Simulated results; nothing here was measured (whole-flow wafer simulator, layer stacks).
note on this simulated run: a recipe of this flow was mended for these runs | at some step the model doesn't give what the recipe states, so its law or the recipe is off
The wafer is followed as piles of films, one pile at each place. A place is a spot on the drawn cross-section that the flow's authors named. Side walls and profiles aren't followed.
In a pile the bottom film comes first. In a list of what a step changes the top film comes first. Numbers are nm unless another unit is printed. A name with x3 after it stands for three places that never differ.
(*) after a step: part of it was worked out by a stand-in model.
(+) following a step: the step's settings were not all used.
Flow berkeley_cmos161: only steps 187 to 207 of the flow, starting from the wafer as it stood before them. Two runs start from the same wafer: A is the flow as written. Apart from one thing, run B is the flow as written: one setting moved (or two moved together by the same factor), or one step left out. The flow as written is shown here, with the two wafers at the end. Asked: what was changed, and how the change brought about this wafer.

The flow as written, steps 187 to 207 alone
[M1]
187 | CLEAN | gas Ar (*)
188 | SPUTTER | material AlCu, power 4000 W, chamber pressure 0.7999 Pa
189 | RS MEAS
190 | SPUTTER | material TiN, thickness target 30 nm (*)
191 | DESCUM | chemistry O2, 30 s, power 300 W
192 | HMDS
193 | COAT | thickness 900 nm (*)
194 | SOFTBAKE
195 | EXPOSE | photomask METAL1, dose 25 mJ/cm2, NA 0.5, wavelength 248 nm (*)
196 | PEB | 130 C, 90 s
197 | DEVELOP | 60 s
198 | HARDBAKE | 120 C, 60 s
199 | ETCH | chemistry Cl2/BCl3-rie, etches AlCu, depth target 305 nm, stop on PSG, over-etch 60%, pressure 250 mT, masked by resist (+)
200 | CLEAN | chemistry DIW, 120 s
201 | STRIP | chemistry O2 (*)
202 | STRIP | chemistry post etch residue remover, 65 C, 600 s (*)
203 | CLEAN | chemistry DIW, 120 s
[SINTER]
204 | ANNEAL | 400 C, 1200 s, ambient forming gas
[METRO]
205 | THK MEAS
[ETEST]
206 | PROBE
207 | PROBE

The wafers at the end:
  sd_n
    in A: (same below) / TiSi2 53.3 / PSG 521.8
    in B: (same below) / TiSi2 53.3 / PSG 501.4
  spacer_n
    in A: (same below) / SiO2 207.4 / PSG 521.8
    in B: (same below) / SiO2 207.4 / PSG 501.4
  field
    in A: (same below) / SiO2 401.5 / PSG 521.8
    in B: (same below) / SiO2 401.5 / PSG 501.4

What caused this: step 188, SPUTTER: power 1600 W was run, while the flow as written has power 4000 W.

Step by step, how the change led to this:
  188 | SPUTTER | material AlCu, power 4000 W, chamber pressure 0.7999 Pa
      field, sd_n, spacer_n, gate_n, spacer_p, gate_p, m1: A +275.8 AlCu (new film) | B +112.8 AlCu (new film)
      sd_p: A +235.4 AlCu (new film) | B +96.2 AlCu (new film)
      (and at 1 other place as well)
  190 | SPUTTER | material TiN, thickness target 30 nm (*)
      contact: A +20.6 TiN (new film) | B +22.1 TiN (new film)
  193 | COAT | thickness 900 nm (*)
      contact: A +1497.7 KrF-resist (new film) | B +1450.3 KrF-resist (new film)
  198 | HARDBAKE | 120 C, 60 s
      contact: A -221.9 KrF-resist | B -214.8 KrF-resist
  199 | ETCH | chemistry Cl2/BCl3-rie, etches AlCu, depth target 305 nm, stop on PSG, over-etch 60%, pressure 250 mT, masked by resist (+)
      field, sd_n, spacer_n, gate_n, spacer_p, gate_p: A -30 TiN (all of it), -275.8 AlCu (all of it), -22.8 PSG | B -30 TiN (all of it), -112.8 AlCu (all of it), -43.2 PSG
      sd_p: A -26.1 TiN (all of it), -235.4 AlCu (all of it), -28.3 PSG | B -26.4 TiN (all of it), -96.2 AlCu (all of it), -45.7 PSG
  201 | STRIP | chemistry O2 (*)
      contact: A -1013 KrF-resist (all of it) | B -972.8 KrF-resist (all of it)
